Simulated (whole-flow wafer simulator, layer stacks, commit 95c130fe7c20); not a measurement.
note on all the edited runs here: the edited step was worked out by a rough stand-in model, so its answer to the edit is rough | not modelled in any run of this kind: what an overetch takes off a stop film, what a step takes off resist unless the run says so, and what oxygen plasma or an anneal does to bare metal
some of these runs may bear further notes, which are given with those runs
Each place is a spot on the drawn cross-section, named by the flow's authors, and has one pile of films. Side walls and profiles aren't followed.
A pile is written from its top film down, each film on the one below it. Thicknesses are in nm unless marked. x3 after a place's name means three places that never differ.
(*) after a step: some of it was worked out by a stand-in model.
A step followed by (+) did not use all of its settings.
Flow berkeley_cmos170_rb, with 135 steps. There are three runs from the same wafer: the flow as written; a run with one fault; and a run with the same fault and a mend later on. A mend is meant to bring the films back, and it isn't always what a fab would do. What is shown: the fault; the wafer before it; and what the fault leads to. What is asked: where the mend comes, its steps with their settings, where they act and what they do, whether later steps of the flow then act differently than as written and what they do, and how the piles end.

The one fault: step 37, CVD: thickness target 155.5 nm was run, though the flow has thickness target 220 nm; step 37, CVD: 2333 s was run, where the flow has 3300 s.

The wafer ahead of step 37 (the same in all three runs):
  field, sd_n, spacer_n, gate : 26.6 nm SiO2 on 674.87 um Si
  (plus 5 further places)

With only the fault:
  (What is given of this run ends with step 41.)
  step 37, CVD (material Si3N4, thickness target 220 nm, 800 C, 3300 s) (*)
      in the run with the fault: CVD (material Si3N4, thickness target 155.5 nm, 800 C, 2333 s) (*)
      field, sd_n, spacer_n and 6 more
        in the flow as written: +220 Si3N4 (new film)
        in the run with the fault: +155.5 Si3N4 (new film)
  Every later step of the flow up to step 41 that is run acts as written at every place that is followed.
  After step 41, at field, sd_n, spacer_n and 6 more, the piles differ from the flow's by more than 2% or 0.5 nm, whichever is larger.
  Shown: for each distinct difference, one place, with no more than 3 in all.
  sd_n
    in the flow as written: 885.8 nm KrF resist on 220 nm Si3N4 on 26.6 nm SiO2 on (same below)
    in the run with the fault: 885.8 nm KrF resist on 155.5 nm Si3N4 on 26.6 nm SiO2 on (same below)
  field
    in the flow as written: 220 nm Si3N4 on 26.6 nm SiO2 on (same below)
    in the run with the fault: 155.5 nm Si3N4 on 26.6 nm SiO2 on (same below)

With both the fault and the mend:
  The mend follows step 41.
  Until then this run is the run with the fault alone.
  step 41a, STRIP (*) (+)
      sd_n, spacer_n, gate, sd_p, spacer_p, gate_p, contact, m1
        -885.8 KrF resist (all of it)
  step 41b, CLEAN (*)
      does not change any film at any place that is followed
  step 41c, CVD (material Si3N4, thickness target 64.46 nm, 800 C, 967 s) (*) (a further turn of the flow's step 37, with different settings)
      field, sd_n, spacer_n and 6 more
        +64.5 Si3N4
  step 41d, COAT (KrF resist, thickness 900 nm) (a further turn of the flow's step 38)
      field, sd_n, spacer_n and 6 more
        +900 KrF resist (new film)
  step 41e, EXPOSE (photomask ACTIVE) (a further turn of the flow's step 39)
      does not change any film at any place that is followed
  step 41f, PEB (130 C, 60 s) (*) (a further turn of the flow's step 40)
      does not change any film at any place that is followed
  step 41g, DEVELOP (developer developer-D-0.26N, 45 s) (a further turn of the flow's step 41)
      sd_n, spacer_n, gate, sd_p, spacer_p, gate_p, contact, m1
        -14.2 KrF resist
      field
        -900 KrF resist (all of it)
  Every later step of the flow that is run acts as written, at every place that is followed, to within 2% or 0.5 nm, whichever is larger.
  By the end, the piles equal the flow's at every place that both follow.
